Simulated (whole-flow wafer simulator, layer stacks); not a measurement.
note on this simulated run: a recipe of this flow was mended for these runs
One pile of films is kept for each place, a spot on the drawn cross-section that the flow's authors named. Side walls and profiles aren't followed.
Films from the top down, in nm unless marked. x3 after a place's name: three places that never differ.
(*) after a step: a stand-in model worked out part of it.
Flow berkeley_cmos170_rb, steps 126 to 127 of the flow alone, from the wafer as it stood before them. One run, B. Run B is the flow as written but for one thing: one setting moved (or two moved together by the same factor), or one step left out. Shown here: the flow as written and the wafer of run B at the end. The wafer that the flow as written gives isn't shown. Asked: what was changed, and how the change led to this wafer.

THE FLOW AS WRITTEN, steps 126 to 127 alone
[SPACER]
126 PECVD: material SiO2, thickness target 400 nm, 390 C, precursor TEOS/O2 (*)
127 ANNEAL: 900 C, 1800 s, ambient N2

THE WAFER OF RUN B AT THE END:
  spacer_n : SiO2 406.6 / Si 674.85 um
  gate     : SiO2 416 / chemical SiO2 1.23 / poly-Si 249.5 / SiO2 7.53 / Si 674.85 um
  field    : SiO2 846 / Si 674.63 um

The cause: step 126, PECVD: thickness target 416 nm was run, where the flow has thickness target 400 nm.
It can be read off the wafer: gate has SiO2 416, and step 126 as written asks for 400 nm.

How the change led to this, step by step:
  126 PECVD: material SiO2, thickness target 400 nm, 390 C, precursor TEOS/O2 (*)
      field, sd_n, contact, m1: SiO2 +416 (as written it would be: SiO2 +400)
      spacer_n, sd_p, spacer_p: SiO2 +400.6 (as written it would be: SiO2 +385.3)
      (and at 2 more places)
